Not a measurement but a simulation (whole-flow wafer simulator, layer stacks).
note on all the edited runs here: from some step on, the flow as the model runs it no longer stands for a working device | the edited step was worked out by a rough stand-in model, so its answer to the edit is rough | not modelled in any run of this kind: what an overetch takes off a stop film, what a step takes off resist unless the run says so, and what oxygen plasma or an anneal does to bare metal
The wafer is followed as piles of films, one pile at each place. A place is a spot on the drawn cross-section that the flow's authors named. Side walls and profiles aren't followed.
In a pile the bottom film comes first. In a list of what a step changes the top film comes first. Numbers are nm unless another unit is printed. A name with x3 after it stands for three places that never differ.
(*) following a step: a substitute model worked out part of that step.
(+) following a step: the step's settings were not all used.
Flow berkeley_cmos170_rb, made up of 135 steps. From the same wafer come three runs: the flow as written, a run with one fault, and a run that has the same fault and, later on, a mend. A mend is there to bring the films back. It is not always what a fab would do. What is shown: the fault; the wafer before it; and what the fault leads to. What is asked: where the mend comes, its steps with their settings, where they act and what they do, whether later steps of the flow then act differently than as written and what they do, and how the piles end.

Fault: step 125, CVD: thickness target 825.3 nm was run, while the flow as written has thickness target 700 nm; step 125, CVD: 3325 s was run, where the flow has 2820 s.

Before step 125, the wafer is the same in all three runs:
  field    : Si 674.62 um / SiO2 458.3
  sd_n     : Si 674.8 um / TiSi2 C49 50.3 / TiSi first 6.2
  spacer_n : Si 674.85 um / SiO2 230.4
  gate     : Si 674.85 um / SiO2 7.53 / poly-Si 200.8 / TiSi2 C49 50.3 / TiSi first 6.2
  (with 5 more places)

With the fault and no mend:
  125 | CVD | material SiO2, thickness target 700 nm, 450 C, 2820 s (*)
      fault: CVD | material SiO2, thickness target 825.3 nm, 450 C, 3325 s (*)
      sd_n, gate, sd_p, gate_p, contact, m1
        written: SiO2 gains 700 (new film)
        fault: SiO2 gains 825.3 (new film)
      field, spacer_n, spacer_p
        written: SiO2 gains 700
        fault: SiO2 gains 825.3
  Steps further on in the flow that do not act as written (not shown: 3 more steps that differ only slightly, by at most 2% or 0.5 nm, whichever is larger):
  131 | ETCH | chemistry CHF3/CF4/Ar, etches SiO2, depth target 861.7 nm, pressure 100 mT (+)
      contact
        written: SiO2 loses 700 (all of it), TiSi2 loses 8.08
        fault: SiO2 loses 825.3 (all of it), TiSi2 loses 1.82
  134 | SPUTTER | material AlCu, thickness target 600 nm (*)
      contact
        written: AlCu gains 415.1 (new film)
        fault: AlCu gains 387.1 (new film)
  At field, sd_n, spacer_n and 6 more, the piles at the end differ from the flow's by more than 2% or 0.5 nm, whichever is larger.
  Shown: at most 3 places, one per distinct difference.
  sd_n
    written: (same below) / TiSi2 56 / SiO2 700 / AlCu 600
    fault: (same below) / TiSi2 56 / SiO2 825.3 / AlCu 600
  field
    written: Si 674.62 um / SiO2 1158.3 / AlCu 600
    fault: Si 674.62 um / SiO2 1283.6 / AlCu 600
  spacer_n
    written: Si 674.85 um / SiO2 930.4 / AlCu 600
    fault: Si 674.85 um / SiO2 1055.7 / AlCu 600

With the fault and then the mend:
  The mend stands after step 125.
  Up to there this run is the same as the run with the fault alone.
  125a | ETCH | chemistry boe, depth target 124.6 nm
      field, sd_n, spacer_n and 6 more
        SiO2 loses 124.6
  None of the later steps of the flow differs from how it acts as written, at any place that is followed, by more than 2% or 0.5 nm, whichever is larger.
  At the end the piles are close to the flow's at the places that both follow, differing by at most 2% or 0.5 nm, whichever is larger.
